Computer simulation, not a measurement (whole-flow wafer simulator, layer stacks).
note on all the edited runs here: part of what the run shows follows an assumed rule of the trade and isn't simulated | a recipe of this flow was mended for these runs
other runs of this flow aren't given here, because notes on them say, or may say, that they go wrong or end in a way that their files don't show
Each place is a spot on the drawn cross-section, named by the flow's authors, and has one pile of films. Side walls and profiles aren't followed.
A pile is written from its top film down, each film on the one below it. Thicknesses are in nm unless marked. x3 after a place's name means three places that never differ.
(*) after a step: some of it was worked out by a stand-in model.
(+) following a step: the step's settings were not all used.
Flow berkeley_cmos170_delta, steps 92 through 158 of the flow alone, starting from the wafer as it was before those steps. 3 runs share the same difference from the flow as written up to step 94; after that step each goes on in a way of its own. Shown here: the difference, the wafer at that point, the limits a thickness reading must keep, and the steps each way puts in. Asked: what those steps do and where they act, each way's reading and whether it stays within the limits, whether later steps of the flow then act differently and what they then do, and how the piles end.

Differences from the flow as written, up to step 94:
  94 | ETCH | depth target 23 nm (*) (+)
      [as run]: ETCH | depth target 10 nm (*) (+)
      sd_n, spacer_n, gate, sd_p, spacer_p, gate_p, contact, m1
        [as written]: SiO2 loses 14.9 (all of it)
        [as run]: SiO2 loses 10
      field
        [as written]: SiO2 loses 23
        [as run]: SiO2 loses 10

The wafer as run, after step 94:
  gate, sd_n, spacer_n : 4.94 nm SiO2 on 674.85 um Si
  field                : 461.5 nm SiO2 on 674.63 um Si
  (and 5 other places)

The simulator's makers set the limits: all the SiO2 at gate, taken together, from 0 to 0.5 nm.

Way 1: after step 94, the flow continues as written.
  Reading after step 94: 4.94 nm, not within the limits.
  Steps later in the flow that act otherwise than as written (25 more steps, not shown, differ only slightly: by at most 2% or 0.5 nm, whichever is larger):
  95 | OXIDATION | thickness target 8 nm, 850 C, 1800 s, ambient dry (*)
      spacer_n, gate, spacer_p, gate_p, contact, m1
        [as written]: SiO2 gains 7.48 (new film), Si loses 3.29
        [this way]: SiO2 gains 5.19, Si loses 2.29
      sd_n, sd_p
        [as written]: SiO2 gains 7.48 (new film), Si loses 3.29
        [this way]: SiO2 gains 5.19, Si loses 2.28
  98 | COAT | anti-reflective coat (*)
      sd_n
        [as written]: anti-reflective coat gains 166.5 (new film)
        [this way]: anti-reflective coat gains 174.5 (new film)
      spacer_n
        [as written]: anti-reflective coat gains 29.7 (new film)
        [this way]: anti-reflective coat gains 28 (new film)
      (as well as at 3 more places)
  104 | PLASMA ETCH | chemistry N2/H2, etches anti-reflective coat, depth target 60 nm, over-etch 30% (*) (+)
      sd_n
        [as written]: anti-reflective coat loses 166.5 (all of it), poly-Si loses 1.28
        [this way]: anti-reflective coat loses 174.5 (all of it), poly-Si loses 1.34
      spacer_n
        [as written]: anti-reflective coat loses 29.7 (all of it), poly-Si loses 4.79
        [this way]: anti-reflective coat loses 28 (all of it), poly-Si loses 5.1
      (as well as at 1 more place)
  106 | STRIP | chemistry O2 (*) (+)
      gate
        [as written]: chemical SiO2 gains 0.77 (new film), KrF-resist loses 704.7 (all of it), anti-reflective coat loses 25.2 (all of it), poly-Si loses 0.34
        [this way]: chemical SiO2 gains 0.77 (new film), KrF-resist loses 712.7 (all of it), anti-reflective coat loses 23.2 (all of it), poly-Si loses 0.34
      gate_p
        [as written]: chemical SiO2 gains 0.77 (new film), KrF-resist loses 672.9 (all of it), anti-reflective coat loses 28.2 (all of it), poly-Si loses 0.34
        [this way]: chemical SiO2 gains 0.77 (new film), KrF-resist loses 677.5 (all of it), anti-reflective coat loses 27.2 (all of it), poly-Si loses 0.34
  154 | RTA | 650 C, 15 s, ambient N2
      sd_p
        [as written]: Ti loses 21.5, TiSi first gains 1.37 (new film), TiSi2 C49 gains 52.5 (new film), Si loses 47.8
        [this way]: Ti loses 21.2, TiSi first gains 0.81 (new film), TiSi2 C49 gains 52.8 (new film), Si loses 47.7
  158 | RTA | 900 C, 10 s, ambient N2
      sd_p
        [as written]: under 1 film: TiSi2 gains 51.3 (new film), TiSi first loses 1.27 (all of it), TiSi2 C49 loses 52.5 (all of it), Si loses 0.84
        [this way]: under 1 film: TiSi2 gains 50.7 (new film), TiSi first loses 0.71 (all of it), TiSi2 C49 loses 52.8 (all of it), Si loses 0.47
  The piles end different from the flow's at field, gate, gate_p by more than 2% or 0.5 nm, whichever is larger.
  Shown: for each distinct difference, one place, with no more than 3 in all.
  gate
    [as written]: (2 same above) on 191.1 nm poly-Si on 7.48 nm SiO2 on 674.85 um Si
    [this way]: (2 same above) on 191.1 nm poly-Si on 10.1 nm SiO2 on 674.85 um Si
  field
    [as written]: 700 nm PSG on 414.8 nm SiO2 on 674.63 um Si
    [this way]: 700 nm PSG on 427.8 nm SiO2 on 674.63 um Si

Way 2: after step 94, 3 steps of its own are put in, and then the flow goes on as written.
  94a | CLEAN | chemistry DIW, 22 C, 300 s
      leaves every film unchanged at each place that is followed
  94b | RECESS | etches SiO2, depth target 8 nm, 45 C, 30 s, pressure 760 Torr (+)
      sd_n, spacer_n, gate, sd_p, spacer_p, gate_p, contact, m1
        SiO2 loses 4.94 (all of it)
      field
        SiO2 loses 8
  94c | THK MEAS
      leaves every film unchanged at each place that is followed
  Reading after step 94c: 0 nm, inside the limits.
  Steps later in the flow that act otherwise than as written (27 more steps, not shown, differ only slightly: by at most 2% or 0.5 nm, whichever is larger):
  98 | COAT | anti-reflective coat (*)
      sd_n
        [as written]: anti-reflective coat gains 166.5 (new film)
        [this way]: anti-reflective coat gains 170.2 (new film)
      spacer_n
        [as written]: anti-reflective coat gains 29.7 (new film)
        [this way]: anti-reflective coat gains 28.7 (new film)
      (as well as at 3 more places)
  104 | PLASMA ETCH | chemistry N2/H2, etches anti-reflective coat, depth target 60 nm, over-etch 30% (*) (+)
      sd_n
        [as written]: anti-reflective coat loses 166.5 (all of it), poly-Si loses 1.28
        [this way]: anti-reflective coat loses 170.2 (all of it), poly-Si loses 1.31
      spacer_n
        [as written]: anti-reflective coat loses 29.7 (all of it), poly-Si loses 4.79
        [this way]: anti-reflective coat loses 28.7 (all of it), poly-Si loses 4.94
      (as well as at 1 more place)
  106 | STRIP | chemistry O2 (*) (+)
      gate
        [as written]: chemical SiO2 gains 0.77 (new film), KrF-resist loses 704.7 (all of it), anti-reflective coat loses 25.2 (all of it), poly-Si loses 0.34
        [this way]: chemical SiO2 gains 0.77 (new film), KrF-resist loses 708.8 (all of it), anti-reflective coat loses 24.1 (all of it), poly-Si loses 0.34
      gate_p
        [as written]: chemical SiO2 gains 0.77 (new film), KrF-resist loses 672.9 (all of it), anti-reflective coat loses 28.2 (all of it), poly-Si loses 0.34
        [this way]: chemical SiO2 gains 0.77 (new film), KrF-resist loses 675.4 (all of it), anti-reflective coat loses 27.5 (all of it), poly-Si loses 0.34
  The piles end only slightly different from the flow's at the places that both follow, by no more than 2% or 0.5 nm, whichever is larger.

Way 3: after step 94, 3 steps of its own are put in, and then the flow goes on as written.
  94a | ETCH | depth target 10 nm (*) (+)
      sd_n, spacer_n, gate, sd_p, spacer_p, gate_p, contact, m1
        SiO2 loses 4.94 (all of it)
      field
        SiO2 loses 10
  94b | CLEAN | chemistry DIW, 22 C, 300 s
      leaves every film unchanged at each place that is followed
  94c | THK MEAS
      leaves every film unchanged at each place that is followed
  Reading after step 94c: 0 nm, inside the limits.
  Steps later in the flow that act otherwise than as written (27 more steps, not shown, differ only slightly: by at most 2% or 0.5 nm, whichever is larger):
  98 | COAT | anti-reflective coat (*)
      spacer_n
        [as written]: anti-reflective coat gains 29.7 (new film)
        [this way]: anti-reflective coat gains 29.1 (new film)
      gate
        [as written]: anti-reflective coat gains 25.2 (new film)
        [this way]: anti-reflective coat gains 24.5 (new film)
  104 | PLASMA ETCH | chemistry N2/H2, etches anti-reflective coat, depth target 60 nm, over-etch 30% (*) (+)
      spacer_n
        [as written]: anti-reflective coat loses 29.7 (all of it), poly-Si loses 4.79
        [this way]: anti-reflective coat loses 29.1 (all of it), poly-Si loses 4.88
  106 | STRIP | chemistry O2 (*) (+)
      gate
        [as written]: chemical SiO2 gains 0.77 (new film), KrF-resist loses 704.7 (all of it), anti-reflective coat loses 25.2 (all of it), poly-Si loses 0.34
        [this way]: chemical SiO2 gains 0.77 (new film), KrF-resist loses 707.3 (all of it), anti-reflective coat loses 24.5 (all of it), poly-Si loses 0.34
  The piles end only slightly different from the flow's at the places that both follow, by no more than 2% or 0.5 nm, whichever is larger.

Inside the limits: way 2, way 3. Outside the limits: way 1.
